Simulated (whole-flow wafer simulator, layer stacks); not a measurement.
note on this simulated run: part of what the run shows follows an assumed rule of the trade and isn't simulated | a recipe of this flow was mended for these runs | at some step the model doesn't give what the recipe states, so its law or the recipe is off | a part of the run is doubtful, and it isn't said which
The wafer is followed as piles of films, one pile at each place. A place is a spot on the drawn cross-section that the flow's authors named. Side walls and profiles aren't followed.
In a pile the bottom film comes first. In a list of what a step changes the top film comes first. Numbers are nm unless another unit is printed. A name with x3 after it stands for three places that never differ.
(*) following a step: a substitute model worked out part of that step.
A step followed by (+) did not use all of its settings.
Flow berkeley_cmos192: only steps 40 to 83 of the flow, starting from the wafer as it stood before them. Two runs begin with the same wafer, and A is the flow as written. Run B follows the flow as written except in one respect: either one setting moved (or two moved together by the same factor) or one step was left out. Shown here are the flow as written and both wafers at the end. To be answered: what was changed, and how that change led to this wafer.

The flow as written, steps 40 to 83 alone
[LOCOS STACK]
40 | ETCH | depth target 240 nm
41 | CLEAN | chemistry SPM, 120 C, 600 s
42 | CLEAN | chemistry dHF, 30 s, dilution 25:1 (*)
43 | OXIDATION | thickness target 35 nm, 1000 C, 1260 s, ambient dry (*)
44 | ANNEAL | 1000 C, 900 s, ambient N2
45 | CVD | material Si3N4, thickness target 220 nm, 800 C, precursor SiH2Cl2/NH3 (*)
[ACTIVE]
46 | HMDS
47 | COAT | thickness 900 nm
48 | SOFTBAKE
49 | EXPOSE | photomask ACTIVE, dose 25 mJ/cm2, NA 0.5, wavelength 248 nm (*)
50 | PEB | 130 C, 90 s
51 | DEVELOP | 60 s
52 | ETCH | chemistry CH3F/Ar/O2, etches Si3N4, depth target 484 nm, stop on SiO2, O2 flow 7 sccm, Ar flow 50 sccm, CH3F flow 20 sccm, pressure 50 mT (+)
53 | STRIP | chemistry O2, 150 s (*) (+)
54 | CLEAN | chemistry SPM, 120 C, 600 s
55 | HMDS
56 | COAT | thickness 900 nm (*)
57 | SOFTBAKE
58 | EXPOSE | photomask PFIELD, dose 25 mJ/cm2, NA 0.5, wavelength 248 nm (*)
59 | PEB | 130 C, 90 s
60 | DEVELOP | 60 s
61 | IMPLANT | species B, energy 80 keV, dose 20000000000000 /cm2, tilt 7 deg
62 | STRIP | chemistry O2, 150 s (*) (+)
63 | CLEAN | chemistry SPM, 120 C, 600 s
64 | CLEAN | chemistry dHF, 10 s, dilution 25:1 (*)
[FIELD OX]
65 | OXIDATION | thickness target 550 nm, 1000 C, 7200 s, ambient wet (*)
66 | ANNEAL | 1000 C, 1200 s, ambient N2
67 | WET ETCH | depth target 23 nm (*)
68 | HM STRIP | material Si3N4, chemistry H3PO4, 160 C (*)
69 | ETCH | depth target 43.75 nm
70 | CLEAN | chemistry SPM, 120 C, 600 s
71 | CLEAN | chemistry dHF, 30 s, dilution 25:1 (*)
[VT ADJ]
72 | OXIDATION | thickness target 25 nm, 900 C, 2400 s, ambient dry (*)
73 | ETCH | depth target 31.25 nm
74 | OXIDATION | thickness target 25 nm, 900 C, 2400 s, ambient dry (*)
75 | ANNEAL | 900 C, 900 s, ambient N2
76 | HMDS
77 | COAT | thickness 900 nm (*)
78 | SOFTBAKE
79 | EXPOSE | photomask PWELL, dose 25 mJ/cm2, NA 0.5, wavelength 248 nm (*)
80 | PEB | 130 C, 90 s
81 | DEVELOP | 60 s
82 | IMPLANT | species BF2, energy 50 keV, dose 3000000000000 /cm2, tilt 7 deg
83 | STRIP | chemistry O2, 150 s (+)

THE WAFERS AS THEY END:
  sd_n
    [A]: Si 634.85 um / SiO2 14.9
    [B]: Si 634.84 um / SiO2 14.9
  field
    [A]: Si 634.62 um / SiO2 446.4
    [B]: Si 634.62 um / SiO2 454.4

The reason: step 43, OXIDATION: thickness target 105 nm was run, whereas the flow has thickness target 35 nm; step 43, OXIDATION: 3780 s was run, where the flow has 1260 s.

Step by step, how the change led to this:
  43 | OXIDATION | thickness target 35 nm, 1000 C, 1260 s, ambient dry (*)
      field, sd_n, spacer_n and 6 more: A SiO2 gains 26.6 (new film), Si loses 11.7 | B SiO2 gains 50.4 (new film), Si loses 22.2
  65 | OXIDATION | thickness target 550 nm, 1000 C, 7200 s, ambient wet (*)
      gate: A SiO2 gains 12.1 (new film), Si3N4 loses 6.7, SiO2 gains 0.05, Si loses 0.05 | B SiO2 gains 12.1 (new film), Si3N4 loses 6.7
      field: A SiO2 gains 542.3, Si loses 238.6 | B SiO2 gains 526.5, Si loses 231.7
      (as well as at 2 more places)
  69 | ETCH | depth target 43.75 nm
      spacer_n, gate, spacer_p, gate_p, contact, m1: A SiO2 loses 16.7 (all of it) | B SiO2 loses 40.6 (all of it)
      sd_n: A SiO2 loses 16.8 (all of it) | B SiO2 loses 43.1 (all of it)
      (as well as at 1 more place)
